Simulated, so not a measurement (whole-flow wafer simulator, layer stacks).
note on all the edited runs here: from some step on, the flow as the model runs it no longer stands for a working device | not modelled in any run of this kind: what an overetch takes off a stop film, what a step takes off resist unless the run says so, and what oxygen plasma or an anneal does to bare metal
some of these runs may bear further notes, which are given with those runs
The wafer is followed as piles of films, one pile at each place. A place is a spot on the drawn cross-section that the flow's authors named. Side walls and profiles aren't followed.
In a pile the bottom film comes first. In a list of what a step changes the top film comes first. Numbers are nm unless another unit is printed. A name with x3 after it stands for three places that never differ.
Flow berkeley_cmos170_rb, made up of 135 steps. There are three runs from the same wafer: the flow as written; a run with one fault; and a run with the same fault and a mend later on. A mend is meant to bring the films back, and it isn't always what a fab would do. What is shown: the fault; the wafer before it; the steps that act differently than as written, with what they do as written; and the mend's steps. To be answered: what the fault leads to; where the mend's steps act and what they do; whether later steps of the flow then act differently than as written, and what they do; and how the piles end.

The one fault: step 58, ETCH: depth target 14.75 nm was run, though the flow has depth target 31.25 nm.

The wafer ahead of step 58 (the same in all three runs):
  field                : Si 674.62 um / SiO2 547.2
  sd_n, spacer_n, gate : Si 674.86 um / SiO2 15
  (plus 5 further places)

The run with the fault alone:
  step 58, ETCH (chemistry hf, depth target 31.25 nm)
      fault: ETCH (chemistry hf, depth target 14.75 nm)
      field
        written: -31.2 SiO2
        fault: -14.8 SiO2
  Later steps of the flow acting differently than as written (30 other steps are not shown; they differ only slightly, by no more than 2% or 0.5 nm, whichever is larger):
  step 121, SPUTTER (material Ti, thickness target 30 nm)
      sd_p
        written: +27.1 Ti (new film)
        fault: +25.4 Ti (new film)
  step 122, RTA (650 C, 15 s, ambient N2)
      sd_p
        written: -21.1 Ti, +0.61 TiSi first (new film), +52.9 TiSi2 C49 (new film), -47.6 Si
        fault: -19.8 Ti, +50.4 TiSi2 C49 (new film), -45 Si
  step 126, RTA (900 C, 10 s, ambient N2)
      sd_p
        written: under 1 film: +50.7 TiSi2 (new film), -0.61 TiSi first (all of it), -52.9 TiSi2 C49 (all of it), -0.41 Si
        fault: under 1 film: +47.5 TiSi2 (new film), -50.4 TiSi2 C49 (all of it)
  The piles end different from the flow's at sd_p by more than 2% or 0.5 nm, whichever is larger.
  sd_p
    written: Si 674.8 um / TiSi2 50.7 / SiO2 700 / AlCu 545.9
    fault: Si 674.81 um / TiSi2 47.5 / SiO2 700 / AlCu 541.4

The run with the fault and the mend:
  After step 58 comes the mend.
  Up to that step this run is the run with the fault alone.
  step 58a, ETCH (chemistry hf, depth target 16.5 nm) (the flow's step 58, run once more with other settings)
      field
        -16.5 SiO2
  Later steps of the flow that are run all act as written at every place that is followed, up to a difference of at most 2% or 0.5 nm, whichever is larger.
  At every place that both follow, the piles at the end match the flow's.
